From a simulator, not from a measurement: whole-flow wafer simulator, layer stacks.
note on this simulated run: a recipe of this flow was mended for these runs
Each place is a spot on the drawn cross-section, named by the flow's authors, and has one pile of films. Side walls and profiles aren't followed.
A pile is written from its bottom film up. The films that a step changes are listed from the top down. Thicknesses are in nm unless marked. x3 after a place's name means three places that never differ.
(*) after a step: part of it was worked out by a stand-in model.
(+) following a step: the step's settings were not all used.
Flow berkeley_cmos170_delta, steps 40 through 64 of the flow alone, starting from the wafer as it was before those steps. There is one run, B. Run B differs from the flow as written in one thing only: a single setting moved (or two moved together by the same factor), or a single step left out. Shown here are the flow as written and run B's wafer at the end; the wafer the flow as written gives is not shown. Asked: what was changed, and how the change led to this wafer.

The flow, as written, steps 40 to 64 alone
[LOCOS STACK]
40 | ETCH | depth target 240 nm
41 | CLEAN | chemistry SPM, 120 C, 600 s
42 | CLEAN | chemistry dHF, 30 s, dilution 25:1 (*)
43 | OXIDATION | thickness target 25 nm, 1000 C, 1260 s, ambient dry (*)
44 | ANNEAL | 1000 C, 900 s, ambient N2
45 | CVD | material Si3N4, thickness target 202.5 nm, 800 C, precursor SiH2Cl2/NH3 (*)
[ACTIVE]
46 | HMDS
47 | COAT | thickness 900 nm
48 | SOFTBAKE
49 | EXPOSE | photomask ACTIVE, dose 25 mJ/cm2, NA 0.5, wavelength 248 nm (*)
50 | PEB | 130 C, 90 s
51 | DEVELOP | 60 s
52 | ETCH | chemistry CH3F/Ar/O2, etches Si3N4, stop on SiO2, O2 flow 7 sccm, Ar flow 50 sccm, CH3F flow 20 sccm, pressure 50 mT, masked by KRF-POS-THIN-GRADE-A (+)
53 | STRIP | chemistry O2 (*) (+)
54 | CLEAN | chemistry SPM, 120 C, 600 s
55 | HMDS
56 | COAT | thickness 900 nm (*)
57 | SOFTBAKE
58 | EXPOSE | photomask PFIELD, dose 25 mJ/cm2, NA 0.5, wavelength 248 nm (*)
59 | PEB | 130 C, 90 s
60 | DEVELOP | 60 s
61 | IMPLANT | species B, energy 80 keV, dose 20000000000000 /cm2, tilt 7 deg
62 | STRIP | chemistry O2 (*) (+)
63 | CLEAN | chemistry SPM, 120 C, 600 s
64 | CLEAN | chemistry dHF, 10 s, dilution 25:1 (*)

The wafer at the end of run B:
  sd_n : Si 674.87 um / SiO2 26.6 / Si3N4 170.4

Cause: step 45, CVD: thickness target 171 nm was run, whereas the flow has thickness target 202.5 nm.

Step by step, how the change led to this:
  45 | CVD | material Si3N4, thickness target 202.5 nm, 800 C, precursor SiH2Cl2/NH3 (*)
      field, sd_n, spacer_n and 6 more: Si3N4 gains 171 (new film) (in the flow as written it would be: Si3N4 gains 202.5 (new film))
  52 | ETCH | chemistry CH3F/Ar/O2, etches Si3N4, stop on SiO2, O2 flow 7 sccm, Ar flow 50 sccm, CH3F flow 20 sccm, pressure 50 mT, masked by KRF-POS-THIN-GRADE-A (+)
      sd_n, spacer_n, gate, sd_p, spacer_p, gate_p, contact, m1: KrF-resist loses 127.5 (in the flow as written it would be: KrF-resist loses 148.5)
      field: Si3N4 loses 171 (all of it), SiO2 loses 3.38 (in the flow as written it would be: Si3N4 loses 202.5 (all of it), SiO2 loses 3.38)
  53 | STRIP | chemistry O2 (*) (+)
      sd_n, spacer_n, gate, sd_p, spacer_p, gate_p, contact, m1: KrF-resist loses 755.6 (all of it) (in the flow as written it would be: KrF-resist loses 734.6 (all of it))
  62 | STRIP | chemistry O2 (*) (+)
      sd_n: KrF-resist loses 793.7 (all of it) (in the flow as written it would be: KrF-resist loses 777.7 (all of it))
